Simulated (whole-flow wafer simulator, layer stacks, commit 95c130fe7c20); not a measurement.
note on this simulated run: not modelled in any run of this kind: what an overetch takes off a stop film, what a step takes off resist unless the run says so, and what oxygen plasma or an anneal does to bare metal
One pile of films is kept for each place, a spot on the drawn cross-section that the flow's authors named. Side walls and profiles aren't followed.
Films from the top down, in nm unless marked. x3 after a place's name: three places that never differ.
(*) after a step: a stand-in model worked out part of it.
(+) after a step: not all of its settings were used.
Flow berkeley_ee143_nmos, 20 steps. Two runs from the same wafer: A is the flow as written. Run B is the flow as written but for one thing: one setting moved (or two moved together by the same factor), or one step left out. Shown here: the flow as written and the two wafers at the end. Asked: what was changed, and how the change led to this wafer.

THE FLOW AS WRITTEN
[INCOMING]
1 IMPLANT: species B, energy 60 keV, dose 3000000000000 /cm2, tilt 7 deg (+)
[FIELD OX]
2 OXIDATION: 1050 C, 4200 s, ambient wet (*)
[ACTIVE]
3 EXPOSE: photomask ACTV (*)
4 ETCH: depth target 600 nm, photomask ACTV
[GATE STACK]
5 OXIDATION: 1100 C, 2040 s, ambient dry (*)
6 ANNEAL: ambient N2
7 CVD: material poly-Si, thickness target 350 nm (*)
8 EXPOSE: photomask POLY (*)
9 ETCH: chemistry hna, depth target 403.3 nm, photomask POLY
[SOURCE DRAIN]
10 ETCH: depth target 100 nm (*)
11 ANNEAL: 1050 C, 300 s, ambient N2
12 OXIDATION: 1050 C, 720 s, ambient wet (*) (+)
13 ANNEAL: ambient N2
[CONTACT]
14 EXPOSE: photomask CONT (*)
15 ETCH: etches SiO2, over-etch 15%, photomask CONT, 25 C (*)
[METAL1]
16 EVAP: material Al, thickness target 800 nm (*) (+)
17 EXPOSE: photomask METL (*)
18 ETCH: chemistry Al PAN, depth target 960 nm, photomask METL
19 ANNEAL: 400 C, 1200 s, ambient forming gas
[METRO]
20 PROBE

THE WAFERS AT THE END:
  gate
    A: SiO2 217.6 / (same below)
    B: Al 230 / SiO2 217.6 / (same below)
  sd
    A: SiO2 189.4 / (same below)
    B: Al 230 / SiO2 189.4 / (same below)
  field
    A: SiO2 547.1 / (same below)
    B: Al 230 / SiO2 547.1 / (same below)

The cause: step 18, ETCH: depth target 570 nm was run, where the flow has depth target 960 nm.

How the change led to this, step by step:
  18 ETCH: chemistry Al PAN, depth target 960 nm, photomask METL
      gate, sd, field: A Al -800 (all of it) | B Al -570
Counting metal films that touch as one body, gate has 1 body; the flow as written gives 0 bodies.
Counting metal films that touch as one body, sd has 1 body; the flow as written gives 0 bodies.
Counting metal films that touch as one body, field has 1 body; the flow as written gives 0 bodies.
